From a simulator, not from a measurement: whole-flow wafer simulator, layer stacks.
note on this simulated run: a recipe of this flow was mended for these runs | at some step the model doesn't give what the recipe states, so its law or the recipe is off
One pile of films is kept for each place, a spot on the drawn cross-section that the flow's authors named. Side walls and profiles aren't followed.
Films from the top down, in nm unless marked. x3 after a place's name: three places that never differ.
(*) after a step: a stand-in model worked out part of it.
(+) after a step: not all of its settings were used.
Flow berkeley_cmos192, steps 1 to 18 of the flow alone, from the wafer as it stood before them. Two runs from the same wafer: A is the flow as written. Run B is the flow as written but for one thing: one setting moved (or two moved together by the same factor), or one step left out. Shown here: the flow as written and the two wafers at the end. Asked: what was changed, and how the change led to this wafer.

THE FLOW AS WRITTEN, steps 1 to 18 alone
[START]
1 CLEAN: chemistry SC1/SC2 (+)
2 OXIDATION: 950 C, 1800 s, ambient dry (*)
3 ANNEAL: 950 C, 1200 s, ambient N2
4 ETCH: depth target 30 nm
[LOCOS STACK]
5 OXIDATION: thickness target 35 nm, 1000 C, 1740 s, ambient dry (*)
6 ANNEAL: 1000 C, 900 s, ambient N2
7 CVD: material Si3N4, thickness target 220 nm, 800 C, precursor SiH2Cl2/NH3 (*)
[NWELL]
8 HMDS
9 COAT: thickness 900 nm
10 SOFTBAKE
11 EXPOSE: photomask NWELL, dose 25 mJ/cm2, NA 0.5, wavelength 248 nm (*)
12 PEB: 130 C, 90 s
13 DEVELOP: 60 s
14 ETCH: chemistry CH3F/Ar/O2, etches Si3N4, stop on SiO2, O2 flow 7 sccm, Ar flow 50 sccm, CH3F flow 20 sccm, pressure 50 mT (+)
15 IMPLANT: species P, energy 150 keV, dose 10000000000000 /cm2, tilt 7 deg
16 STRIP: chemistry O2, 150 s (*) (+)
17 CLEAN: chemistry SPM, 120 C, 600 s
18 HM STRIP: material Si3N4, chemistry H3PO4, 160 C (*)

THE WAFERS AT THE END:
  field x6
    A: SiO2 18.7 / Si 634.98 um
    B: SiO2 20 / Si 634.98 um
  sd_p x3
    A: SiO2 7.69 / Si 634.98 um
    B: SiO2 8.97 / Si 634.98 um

The cause: step 4, ETCH: depth target 15 nm was run, where the flow has depth target 30 nm.

How the change led to this, step by step:
  4 ETCH: depth target 30 nm
      field x6, sd_p x3: A SiO2 -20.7 (all of it) | B SiO2 -15
  5 OXIDATION: thickness target 35 nm, 1000 C, 1740 s, ambient dry (*)
      field x6, sd_p x3: A SiO2 +31.6 (new film), Si -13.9 | B SiO2 +27.2, Si -12
